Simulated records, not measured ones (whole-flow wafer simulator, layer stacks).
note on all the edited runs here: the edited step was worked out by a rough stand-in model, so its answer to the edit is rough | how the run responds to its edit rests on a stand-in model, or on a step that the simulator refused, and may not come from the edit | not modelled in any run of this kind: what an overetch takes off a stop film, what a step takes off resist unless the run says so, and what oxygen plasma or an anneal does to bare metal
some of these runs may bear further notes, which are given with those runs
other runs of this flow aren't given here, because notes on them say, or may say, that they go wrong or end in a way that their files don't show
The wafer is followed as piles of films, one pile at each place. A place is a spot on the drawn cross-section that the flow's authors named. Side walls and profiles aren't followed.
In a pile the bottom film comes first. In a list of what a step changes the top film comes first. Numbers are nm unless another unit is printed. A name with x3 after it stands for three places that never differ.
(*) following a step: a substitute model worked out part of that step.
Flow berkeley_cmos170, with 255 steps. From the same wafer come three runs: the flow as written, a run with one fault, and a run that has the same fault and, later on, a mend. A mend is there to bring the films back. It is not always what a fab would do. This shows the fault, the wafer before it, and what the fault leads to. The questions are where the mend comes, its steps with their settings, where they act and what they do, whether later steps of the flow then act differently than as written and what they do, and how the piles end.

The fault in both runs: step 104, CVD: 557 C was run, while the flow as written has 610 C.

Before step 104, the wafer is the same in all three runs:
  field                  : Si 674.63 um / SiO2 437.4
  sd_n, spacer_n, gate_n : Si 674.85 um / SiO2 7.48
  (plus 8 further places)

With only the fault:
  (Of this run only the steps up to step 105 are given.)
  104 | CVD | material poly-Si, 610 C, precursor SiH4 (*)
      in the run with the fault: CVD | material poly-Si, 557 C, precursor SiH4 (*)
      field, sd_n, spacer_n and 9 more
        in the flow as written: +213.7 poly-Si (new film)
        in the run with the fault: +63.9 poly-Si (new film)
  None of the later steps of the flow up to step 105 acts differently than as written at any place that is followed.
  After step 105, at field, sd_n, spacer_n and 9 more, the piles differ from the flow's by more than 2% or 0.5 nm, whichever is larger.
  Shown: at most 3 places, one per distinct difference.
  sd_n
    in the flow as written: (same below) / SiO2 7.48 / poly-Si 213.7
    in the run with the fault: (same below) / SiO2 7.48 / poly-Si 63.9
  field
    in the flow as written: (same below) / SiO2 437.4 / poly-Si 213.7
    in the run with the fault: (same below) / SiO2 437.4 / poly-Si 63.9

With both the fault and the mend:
  The mend stands after step 105.
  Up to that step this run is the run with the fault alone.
  105a | CVD | material poly-Si, 610 C, precursor SiH4 (*) (the flow's step 104 again, with other settings that aren't printed)
      field, sd_n, spacer_n and 9 more
        +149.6 poly-Si
  None of the later steps of the flow differs from how it acts as written, at any place that is followed, by more than 2% or 0.5 nm, whichever is larger.
  At the end the piles are close to the flow's at the places that both follow, differing by at most 2% or 0.5 nm, whichever is larger.
